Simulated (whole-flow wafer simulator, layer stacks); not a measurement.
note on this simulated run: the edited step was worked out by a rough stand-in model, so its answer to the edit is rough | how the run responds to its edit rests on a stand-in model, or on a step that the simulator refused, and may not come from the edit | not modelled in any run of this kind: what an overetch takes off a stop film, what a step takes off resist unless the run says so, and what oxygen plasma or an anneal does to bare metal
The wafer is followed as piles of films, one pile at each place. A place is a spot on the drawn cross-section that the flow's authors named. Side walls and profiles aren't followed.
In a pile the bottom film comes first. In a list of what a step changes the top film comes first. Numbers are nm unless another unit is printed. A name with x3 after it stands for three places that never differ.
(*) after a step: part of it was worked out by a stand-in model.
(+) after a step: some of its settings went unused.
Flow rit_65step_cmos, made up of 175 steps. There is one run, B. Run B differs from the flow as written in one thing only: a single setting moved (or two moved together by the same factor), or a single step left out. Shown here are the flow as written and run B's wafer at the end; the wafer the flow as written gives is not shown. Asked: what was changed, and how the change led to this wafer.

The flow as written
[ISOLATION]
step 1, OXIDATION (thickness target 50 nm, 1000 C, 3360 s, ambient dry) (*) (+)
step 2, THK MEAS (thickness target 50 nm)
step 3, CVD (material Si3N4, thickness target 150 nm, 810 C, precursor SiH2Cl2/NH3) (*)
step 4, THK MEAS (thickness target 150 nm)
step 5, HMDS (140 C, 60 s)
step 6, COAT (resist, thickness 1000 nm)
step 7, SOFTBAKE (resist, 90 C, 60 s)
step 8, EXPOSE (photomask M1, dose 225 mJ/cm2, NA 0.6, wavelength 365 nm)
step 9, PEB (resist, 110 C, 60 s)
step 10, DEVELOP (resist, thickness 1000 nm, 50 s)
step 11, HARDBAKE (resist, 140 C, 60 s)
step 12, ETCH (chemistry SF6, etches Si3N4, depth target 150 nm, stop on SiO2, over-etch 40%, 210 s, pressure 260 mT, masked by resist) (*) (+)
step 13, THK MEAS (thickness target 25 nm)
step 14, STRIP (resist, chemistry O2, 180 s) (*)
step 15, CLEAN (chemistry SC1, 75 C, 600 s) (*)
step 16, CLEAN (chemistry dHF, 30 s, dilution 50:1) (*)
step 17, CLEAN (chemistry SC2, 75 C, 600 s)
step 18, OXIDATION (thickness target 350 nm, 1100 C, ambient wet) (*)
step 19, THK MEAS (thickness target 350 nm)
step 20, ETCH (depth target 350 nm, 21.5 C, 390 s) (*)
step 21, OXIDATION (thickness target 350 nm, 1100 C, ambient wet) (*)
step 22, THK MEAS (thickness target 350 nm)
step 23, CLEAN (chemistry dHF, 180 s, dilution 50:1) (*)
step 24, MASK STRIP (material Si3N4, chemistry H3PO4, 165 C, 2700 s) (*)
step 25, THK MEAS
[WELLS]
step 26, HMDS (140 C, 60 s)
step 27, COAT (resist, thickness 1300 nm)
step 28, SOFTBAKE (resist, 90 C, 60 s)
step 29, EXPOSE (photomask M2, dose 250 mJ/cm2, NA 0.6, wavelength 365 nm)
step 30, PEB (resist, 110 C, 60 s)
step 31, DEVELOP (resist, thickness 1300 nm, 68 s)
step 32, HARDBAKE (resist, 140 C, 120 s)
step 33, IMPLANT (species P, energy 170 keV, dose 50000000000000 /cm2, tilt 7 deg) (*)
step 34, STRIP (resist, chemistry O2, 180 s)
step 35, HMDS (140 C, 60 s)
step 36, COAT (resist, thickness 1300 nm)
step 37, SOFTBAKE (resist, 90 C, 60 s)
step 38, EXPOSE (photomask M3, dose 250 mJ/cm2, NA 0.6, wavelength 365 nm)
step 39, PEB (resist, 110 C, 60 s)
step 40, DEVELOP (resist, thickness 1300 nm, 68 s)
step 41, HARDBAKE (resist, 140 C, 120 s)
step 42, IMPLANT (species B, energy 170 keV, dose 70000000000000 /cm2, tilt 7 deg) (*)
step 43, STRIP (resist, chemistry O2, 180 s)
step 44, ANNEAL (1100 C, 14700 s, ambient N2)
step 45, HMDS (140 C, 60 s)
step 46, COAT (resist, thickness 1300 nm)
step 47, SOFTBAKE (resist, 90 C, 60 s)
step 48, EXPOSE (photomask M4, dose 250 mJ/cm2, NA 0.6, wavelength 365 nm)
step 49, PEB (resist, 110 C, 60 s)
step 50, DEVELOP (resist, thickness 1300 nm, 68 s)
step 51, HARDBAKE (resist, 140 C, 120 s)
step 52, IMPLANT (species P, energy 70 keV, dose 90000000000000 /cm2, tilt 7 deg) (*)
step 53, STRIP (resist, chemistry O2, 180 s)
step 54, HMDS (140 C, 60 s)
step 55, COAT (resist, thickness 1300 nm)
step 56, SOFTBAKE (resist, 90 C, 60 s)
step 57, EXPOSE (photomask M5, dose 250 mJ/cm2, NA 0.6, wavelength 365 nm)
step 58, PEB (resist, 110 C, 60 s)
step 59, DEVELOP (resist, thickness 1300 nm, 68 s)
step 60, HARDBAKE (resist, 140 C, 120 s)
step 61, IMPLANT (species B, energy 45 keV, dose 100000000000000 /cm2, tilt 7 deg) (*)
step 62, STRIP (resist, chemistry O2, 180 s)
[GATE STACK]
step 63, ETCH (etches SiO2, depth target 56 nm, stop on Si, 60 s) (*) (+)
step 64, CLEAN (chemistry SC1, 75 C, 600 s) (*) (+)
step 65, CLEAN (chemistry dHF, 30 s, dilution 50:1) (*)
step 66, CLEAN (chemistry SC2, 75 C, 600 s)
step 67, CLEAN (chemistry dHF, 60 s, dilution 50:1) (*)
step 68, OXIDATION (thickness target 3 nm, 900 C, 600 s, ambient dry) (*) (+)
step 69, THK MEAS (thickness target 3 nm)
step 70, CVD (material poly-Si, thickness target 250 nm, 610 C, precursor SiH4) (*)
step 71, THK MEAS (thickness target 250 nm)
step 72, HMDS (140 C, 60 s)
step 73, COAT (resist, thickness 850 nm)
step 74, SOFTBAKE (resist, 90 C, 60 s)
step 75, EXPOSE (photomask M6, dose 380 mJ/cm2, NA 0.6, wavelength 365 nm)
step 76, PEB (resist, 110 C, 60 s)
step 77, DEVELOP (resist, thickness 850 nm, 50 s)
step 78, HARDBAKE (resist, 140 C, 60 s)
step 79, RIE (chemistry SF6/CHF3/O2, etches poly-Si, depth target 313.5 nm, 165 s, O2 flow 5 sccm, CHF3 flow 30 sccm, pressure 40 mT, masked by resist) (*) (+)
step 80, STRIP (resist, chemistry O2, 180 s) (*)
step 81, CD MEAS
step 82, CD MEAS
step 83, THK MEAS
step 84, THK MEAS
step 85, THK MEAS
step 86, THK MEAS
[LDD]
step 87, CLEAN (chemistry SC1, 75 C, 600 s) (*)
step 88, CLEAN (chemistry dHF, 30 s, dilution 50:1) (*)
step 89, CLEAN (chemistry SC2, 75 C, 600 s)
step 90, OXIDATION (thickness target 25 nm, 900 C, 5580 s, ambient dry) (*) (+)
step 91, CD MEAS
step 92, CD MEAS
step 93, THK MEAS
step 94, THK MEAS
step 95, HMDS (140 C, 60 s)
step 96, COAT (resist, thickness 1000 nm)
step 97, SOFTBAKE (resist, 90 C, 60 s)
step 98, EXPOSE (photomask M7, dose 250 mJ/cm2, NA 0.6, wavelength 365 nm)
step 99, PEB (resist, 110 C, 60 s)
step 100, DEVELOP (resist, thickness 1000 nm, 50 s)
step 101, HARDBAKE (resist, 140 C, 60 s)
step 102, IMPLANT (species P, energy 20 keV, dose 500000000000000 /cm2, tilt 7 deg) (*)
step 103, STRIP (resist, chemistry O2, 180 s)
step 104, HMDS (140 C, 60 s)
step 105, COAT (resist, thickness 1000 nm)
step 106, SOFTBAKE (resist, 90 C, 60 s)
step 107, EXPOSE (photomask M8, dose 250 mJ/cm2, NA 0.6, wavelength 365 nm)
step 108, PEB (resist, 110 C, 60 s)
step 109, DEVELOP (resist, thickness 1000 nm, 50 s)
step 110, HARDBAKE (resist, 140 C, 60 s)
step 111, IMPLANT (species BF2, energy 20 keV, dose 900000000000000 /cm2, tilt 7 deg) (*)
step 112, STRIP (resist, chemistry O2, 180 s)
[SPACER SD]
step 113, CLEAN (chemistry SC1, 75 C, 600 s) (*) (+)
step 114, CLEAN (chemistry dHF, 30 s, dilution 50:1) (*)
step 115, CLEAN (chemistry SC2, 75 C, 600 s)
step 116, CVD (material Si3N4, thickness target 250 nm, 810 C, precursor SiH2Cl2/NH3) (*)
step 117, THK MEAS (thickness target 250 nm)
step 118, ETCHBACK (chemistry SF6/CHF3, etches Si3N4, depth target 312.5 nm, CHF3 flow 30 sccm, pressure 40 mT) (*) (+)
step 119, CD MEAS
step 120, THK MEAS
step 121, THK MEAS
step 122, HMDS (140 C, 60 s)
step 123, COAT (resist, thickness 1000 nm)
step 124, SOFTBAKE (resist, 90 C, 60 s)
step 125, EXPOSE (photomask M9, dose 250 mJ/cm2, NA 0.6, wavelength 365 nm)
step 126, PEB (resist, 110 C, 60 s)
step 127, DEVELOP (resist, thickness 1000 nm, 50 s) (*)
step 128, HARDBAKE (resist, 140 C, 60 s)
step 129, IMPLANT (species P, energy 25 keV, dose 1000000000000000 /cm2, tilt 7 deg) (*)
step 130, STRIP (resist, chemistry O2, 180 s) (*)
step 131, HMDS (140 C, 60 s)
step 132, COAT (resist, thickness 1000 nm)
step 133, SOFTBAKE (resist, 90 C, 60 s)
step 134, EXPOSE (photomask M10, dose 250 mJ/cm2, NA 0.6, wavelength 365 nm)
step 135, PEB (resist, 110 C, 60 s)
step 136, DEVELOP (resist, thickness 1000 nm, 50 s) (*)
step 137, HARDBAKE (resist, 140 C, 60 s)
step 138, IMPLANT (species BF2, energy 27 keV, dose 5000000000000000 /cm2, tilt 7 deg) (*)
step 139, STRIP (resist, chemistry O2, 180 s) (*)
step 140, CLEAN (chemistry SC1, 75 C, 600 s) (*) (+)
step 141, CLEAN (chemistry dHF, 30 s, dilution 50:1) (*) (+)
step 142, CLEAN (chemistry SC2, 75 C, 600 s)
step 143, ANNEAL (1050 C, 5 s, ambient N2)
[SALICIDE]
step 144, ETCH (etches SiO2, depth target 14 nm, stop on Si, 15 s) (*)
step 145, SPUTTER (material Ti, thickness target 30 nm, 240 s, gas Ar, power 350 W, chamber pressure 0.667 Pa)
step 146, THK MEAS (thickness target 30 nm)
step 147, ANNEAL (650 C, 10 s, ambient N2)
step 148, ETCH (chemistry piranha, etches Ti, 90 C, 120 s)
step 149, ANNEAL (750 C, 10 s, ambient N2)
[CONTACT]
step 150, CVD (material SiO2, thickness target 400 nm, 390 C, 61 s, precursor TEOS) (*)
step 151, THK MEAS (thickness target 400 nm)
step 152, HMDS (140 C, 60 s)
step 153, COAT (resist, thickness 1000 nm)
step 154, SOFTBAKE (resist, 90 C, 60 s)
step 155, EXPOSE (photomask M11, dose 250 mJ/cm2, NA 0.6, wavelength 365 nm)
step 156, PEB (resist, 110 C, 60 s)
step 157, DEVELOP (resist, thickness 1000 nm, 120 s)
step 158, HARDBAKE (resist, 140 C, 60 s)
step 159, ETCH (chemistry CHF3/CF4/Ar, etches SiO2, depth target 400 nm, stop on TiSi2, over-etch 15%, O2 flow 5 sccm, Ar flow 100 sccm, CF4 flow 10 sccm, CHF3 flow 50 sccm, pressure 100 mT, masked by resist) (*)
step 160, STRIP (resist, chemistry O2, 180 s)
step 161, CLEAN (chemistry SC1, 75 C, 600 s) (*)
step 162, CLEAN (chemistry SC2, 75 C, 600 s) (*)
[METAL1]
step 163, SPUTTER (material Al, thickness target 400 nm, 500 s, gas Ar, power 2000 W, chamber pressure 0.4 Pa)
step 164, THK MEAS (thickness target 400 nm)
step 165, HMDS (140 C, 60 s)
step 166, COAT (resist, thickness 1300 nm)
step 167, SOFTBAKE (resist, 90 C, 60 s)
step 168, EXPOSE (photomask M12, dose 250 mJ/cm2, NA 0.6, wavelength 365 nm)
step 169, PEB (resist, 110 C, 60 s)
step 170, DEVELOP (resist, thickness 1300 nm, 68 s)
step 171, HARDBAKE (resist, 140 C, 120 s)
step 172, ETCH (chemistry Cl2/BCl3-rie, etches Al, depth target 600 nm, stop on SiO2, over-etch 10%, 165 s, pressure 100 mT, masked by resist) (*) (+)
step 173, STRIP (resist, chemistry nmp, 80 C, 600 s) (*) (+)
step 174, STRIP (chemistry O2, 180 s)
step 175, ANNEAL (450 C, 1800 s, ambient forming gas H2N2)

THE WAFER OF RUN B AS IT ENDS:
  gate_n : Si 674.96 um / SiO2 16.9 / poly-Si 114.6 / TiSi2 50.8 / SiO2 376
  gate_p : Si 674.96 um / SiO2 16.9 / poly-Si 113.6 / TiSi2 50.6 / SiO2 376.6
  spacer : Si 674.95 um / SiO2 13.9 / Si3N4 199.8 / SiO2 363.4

What caused this: step 68, OXIDATION: 990 C was run, though the flow has 900 C.

The path from the change to this, step by step:
  step 68, OXIDATION (thickness target 3 nm, 900 C, 600 s, ambient dry) (*) (+)
      active_n, active_p, gate_n and 7 more: SiO2 gains 16.9 (new film), Si loses 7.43 (in the flow as written it would be: SiO2 gains 7.17 (new film), Si loses 3.16)
  step 79, RIE (chemistry SF6/CHF3/O2, etches poly-Si, depth target 313.5 nm, 165 s, O2 flow 5 sccm, CHF3 flow 30 sccm, pressure 40 mT, masked by resist) (*) (+)
      active_n, active_p, spacer, spacer_p, sd_n, sd_p, contact, m1: poly-Si loses 250 (all of it), SiO2 loses 10.9 (in the flow as written it would be: poly-Si loses 250 (all of it), SiO2 loses 7.17 (all of it))
  step 80, STRIP (resist, chemistry O2, 180 s) (*)
      active_n, active_p, spacer, spacer_p, sd_n, sd_p, contact, m1: nothing (in the flow as written it would be: chemical SiO2 gains 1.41 (new film), Si loses 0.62)
  step 87, CLEAN (chemistry SC1, 75 C, 600 s) (*)
      active_n, active_p, spacer, spacer_p, sd_n, sd_p, contact, m1: SiO2 loses 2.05 (in the flow as written it would be: chemical SiO2 loses 0.81, Si loses 3.7)
  step 88, CLEAN (chemistry dHF, 30 s, dilution 50:1) (*)
      active_n, active_p, spacer, spacer_p, sd_n, sd_p, contact, m1: SiO2 loses 2.78 (in the flow as written it would be: chemical SiO2 loses 0.6 (all of it))
  step 90, OXIDATION (thickness target 25 nm, 900 C, 5580 s, ambient dry) (*) (+)
      active_n, active_p, spacer, spacer_p, sd_n, sd_p, contact, m1: SiO2 gains 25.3, Si loses 11.1 (in the flow as written it would be: SiO2 gains 26.5 (new film), chemical SiO2 loses 0.4 (all of it), Si loses 11.5)
  step 118, ETCHBACK (chemistry SF6/CHF3, etches Si3N4, depth target 312.5 nm, CHF3 flow 30 sccm, pressure 40 mT) (*) (+)
      spacer, spacer_p: Si3N4 loses 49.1 (in the flow as written it would be: Si3N4 loses 54)
